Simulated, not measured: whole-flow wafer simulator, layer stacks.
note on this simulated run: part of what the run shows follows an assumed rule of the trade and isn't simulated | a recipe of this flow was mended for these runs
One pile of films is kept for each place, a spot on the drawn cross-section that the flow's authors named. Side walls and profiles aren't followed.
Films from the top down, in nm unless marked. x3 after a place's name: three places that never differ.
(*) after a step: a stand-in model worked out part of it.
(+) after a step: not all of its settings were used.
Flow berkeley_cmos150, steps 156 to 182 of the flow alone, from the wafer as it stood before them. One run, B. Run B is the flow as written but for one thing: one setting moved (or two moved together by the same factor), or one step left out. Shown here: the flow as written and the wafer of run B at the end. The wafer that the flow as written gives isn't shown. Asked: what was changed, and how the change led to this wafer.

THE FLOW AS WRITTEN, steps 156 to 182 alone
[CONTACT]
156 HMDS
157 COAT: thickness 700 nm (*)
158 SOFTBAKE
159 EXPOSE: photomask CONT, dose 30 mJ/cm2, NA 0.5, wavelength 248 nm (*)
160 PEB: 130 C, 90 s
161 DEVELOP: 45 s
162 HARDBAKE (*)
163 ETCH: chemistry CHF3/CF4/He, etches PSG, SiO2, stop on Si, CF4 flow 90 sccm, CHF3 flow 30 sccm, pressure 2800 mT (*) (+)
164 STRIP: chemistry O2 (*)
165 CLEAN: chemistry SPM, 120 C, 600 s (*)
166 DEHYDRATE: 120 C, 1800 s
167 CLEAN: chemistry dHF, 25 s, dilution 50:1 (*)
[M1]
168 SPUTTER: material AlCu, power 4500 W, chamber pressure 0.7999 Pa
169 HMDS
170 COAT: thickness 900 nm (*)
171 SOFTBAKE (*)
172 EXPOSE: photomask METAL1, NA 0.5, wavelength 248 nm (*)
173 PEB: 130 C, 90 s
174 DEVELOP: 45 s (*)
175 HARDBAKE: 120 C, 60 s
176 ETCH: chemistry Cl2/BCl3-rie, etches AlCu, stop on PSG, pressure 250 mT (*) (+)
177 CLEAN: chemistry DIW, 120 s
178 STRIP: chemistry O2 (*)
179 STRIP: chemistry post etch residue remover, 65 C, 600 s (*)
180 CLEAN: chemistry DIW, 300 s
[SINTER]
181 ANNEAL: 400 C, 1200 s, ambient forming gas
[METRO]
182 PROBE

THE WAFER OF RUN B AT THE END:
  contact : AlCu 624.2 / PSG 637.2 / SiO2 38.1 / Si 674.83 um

The cause: step 163, ETCH: chemistry CHF3/CF4/He, etches PSG, SiO2, stop on Si, CF4 flow 90 sccm, CHF3 flow 30 sccm, pressure 2800 mT (*) (+), was left out.

How the change led to this, step by step:
  164 STRIP: chemistry O2 (*)
      contact: nothing (as written it would be: chemical SiO2 +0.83 (new film), Si -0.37)
      field: KrF-resist -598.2 (all of it) (as written it would be: KrF-resist -294.5 (all of it))
      (and at 6 more places)
  167 CLEAN: chemistry dHF, 25 s, dilution 50:1 (*)
      contact: PSG -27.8 (as written it would be: chemical SiO2 -0.83 (all of it))
  168 SPUTTER: material AlCu, power 4500 W, chamber pressure 0.7999 Pa
      contact: AlCu +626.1 (new film) (as written it would be: AlCu +443.6 (new film))
  170 COAT: thickness 900 nm (*)
      field: thick-KrF-resist +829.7 (new film) (as written it would be: thick-KrF-resist +782.6 (new film))
      sd_n: thick-KrF-resist +1078.6 (new film) (as written it would be: thick-KrF-resist +1135.4 (new film))
      (and at 2 more places)
  173 PEB: 130 C, 90 s
      contact: thick-KrF-resist -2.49 (as written it would be: thick-KrF-resist -4.56)
  174 DEVELOP: 45 s (*)
      field: thick-KrF-resist -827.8 (all of it), AlCu -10 (as written it would be: thick-KrF-resist -780.8 (all of it), AlCu -10)
      sd_n: thick-KrF-resist -1075.9 (all of it), AlCu -10 (as written it would be: thick-KrF-resist -1132.6 (all of it), AlCu -10)
  175 HARDBAKE: 120 C, 60 s
      contact: thick-KrF-resist -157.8 (as written it would be: thick-KrF-resist -263.1)
      m1: thick-KrF-resist -160.8 (as written it would be: thick-KrF-resist -148.2)
  178 STRIP: chemistry O2 (*)
      contact: thick-KrF-resist -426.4 (all of it) (as written it would be: thick-KrF-resist -1006.2 (all of it))
      m1: thick-KrF-resist -442.8 (all of it) (as written it would be: thick-KrF-resist -373.8 (all of it))
